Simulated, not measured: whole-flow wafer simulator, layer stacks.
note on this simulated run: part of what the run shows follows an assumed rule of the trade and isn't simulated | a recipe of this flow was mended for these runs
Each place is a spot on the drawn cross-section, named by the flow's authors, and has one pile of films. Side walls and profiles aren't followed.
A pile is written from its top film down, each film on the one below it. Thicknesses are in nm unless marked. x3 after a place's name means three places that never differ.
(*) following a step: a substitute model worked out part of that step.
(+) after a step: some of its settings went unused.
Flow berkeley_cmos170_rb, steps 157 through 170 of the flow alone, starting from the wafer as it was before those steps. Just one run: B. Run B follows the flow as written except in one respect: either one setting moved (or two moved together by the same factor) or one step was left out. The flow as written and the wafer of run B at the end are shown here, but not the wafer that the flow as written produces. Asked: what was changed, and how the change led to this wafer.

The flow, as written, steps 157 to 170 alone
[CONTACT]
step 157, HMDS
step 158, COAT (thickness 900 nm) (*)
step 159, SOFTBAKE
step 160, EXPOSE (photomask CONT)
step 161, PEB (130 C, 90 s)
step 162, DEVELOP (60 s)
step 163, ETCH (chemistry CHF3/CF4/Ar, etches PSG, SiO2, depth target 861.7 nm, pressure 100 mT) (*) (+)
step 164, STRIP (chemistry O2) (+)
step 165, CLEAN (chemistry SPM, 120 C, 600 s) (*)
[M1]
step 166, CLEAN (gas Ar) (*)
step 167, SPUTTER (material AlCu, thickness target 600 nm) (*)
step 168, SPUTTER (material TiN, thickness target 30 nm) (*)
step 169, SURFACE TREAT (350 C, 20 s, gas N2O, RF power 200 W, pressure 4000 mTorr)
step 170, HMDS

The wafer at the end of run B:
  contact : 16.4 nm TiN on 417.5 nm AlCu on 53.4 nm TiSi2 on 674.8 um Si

What caused this: step 163, ETCH: depth target 703.1 nm was run, though the flow has depth target 861.7 nm.

How this came from the change, step by step:
  step 163, ETCH (chemistry CHF3/CF4/Ar, etches PSG, SiO2, depth target 861.7 nm, pressure 100 mT) (*) (+)
      field, sd_n, spacer_n, gate, sd_p, spacer_p, gate_p, m1: KrF-resist loses 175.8 (in the flow as written it would be: KrF-resist loses 215.4)
      contact: PSG loses 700 (all of it), TiSi2 loses 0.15 (in the flow as written it would be: PSG loses 700 (all of it), TiSi2 loses 8.08)
  step 164, STRIP (chemistry O2) (+)
      field: KrF-resist loses 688 (all of it) (in the flow as written it would be: KrF-resist loses 648.4 (all of it))
      sd_n: KrF-resist loses 812.2 (all of it) (in the flow as written it would be: KrF-resist loses 772.5 (all of it))
      (as well as at 6 more places)
